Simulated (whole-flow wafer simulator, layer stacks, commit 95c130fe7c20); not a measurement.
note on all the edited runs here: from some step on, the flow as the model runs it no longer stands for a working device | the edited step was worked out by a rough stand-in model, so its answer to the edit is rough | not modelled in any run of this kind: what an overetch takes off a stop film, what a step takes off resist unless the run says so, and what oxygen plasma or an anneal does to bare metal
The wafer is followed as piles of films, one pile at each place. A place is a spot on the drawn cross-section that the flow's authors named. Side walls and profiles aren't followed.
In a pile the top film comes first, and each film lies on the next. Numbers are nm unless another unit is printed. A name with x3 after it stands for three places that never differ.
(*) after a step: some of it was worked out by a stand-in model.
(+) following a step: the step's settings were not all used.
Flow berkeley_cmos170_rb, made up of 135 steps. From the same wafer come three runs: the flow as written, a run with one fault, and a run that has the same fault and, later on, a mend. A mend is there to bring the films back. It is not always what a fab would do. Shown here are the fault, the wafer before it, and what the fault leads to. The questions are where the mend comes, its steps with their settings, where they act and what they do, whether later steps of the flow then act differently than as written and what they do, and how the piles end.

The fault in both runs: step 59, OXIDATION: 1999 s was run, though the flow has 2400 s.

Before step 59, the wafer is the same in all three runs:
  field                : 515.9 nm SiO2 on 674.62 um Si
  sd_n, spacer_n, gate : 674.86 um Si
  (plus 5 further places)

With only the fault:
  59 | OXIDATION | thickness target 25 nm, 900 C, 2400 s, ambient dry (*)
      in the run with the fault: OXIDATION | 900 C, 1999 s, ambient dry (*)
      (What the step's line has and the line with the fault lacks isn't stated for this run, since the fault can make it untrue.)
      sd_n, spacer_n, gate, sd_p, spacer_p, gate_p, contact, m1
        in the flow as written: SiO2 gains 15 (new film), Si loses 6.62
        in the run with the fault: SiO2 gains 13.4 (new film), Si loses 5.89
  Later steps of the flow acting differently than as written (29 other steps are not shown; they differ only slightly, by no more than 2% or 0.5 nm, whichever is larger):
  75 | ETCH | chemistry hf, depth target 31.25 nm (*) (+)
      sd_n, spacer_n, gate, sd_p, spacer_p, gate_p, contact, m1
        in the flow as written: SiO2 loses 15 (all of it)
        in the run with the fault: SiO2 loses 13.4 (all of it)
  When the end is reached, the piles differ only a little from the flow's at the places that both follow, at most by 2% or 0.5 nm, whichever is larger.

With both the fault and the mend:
  The mend stands after step 64.
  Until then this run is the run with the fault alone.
  64a | STRIP (*) (+)
      sd_p
        KrF resist loses 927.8 (all of it)
      spacer_p
        KrF resist loses 911.1 (all of it)
      gate_p
        KrF resist loses 910.2 (all of it)
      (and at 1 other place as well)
  64b | CLEAN (*) (the flow's step 51 again)
      leaves every film unchanged at each place that is followed
  64c | OXIDATION | 900 C, 399 s, ambient dry (*) (the flow's step 59 again, with other settings)
      sd_n, spacer_n, gate, sd_p, spacer_p, gate_p, contact, m1
        SiO2 gains 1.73, Si loses 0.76
      field
        SiO2 gains 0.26, Si loses 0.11
  64d | COAT | KrF resist, thickness 900 nm (*) (the flow's step 61 again)
      field
        KrF resist gains 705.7 (new film)
      sd_n
        KrF resist gains 957.4 (new film)
      spacer_n
        KrF resist gains 924.9 (new film)
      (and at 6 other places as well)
  64e | EXPOSE | photomask PWELL (the flow's step 62 again)
      leaves every film unchanged at each place that is followed
  64f | PEB | 130 C, 60 s (*) (the flow's step 63 again)
      leaves every film unchanged at each place that is followed
  64g | DEVELOP | developer developer-D-0.26N, 45 s (the flow's step 64 again)
      sd_p, spacer_p, gate_p, m1
        KrF resist loses 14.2
      field
        KrF resist loses 705.7 (all of it)
      sd_n
        KrF resist loses 957.4 (all of it)
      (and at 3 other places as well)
  None of the later steps of the flow differs from how it acts as written, at any place that is followed, by more than 2% or 0.5 nm, whichever is larger.
  When the end is reached, the piles differ only a little from the flow's at the places that both follow, at most by 2% or 0.5 nm, whichever is larger.
